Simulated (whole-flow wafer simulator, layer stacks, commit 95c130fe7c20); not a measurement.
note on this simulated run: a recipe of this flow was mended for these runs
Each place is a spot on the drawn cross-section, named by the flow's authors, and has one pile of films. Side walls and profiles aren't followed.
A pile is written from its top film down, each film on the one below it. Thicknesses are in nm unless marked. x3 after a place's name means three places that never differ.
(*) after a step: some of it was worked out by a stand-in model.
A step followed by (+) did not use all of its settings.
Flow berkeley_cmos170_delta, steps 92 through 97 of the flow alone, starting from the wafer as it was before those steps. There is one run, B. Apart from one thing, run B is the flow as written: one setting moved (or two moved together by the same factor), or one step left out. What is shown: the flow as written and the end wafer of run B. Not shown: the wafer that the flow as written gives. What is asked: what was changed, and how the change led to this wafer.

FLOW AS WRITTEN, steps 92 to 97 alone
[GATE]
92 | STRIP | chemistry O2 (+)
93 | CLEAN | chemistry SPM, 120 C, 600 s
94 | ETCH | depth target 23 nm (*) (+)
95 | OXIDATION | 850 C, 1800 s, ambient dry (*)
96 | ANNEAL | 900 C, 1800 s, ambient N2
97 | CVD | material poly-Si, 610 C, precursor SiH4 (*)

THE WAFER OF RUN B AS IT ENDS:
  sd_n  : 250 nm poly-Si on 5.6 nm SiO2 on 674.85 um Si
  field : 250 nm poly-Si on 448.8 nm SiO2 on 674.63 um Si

What caused this: step 95, OXIDATION: 1080 s was run, while the flow as written has 1800 s.

The path from the change to this, step by step:
  95 | OXIDATION | 850 C, 1800 s, ambient dry (*)
      sd_n, spacer_n, gate, sd_p, spacer_p x2, contact, m1: SiO2 gains 5.6 (new film), Si loses 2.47 (it would be, as written: SiO2 gains 7.48 (new film), Si loses 3.29)
